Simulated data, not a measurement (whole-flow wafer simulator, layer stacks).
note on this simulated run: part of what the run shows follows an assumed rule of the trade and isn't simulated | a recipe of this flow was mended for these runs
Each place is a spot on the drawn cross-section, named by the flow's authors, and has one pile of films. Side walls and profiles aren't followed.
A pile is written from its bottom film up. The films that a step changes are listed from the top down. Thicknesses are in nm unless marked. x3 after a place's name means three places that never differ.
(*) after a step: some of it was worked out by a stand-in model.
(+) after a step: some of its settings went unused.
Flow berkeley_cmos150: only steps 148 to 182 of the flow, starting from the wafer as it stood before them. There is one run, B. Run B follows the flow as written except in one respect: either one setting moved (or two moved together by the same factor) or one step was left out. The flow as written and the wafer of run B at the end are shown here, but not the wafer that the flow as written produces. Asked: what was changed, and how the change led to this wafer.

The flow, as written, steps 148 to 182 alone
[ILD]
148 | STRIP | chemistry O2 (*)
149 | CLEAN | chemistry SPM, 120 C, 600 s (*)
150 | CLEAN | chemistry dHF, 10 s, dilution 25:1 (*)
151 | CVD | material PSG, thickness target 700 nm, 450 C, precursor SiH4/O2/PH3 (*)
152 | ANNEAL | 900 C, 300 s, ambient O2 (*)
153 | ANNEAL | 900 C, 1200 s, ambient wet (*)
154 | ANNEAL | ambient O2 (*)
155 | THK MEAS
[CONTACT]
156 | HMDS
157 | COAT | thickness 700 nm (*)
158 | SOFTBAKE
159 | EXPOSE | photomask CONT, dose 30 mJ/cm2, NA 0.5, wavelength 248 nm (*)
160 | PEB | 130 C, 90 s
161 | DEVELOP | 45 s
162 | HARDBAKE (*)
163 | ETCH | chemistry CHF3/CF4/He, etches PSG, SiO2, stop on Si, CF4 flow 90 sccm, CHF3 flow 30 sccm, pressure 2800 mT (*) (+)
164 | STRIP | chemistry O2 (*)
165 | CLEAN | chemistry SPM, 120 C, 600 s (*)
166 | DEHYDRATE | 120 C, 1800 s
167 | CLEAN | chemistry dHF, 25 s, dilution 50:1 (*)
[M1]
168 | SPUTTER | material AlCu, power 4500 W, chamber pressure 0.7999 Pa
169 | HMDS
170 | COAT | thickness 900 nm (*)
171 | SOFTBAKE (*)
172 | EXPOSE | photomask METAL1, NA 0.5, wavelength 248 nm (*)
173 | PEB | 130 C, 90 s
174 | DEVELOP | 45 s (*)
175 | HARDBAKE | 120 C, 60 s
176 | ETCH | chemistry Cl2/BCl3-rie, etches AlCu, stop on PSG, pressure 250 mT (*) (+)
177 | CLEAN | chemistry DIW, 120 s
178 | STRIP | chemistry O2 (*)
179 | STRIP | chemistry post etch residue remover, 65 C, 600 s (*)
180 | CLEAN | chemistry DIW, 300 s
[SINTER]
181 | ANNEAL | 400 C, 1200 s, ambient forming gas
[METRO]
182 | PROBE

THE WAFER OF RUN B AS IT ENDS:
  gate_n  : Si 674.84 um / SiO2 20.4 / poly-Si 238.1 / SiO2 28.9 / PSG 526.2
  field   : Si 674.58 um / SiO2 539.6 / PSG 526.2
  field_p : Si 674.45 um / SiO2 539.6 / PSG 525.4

The reason: step 151, CVD: thickness target 616 nm was run, while the flow as written has thickness target 700 nm.

How this came from the change, step by step:
  151 | CVD | material PSG, thickness target 700 nm, 450 C, precursor SiH4/O2/PH3 (*)
      field, field_p, sd_n, gate_n, gate_p, contact, m1: +616 PSG (new film) (it would be, as written: +700 PSG (new film))
      sd_p: +564.9 PSG (new film) (it would be, as written: +639.5 PSG (new film))
  153 | ANNEAL | 900 C, 1200 s, ambient wet (*)
      sd_n, contact, m1: -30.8 PSG, +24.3 SiO2, -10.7 Si (it would be, as written: -35 PSG, +22.8 SiO2, -10 Si)
      field, field_p: -30.8 PSG, +17 SiO2, -7.49 Si (it would be, as written: -35 PSG, +16.3 SiO2, -7.15 Si)
      (also at 3 further places)
  163 | ETCH | chemistry CHF3/CF4/He, etches PSG, SiO2, stop on Si, CF4 flow 90 sccm, CHF3 flow 30 sccm, pressure 2800 mT (*) (+)
      field, field_p, sd_n, gate_n, sd_p, gate_p, m1: -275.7 KrF-resist (it would be, as written: -303.7 KrF-resist)
      contact: -585.2 PSG (all of it), -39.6 SiO2 (all of it), -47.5 Si (it would be, as written: -665 PSG (all of it), -38.1 SiO2 (all of it), -47.5 Si)
  164 | STRIP | chemistry O2 (*)
      field: -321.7 KrF-resist (all of it) (it would be, as written: -294.5 KrF-resist (all of it))
      field_p: -423 KrF-resist (all of it) (it would be, as written: -397.1 KrF-resist (all of it))
      (also at 5 further places)
  168 | SPUTTER | material AlCu, power 4500 W, chamber pressure 0.7999 Pa
      contact: +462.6 AlCu (new film) (it would be, as written: +443.6 AlCu (new film))
  170 | COAT | thickness 900 nm (*)
      contact: +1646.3 thick-KrF-resist (new film) (it would be, as written: +1720.1 thick-KrF-resist (new film))
  175 | HARDBAKE | 120 C, 60 s
      contact: -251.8 thick-KrF-resist (it would be, as written: -263.1 thick-KrF-resist)
  178 | STRIP | chemistry O2 (*)
      contact: -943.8 thick-KrF-resist (all of it) (it would be, as written: -1006.2 thick-KrF-resist (all of it))
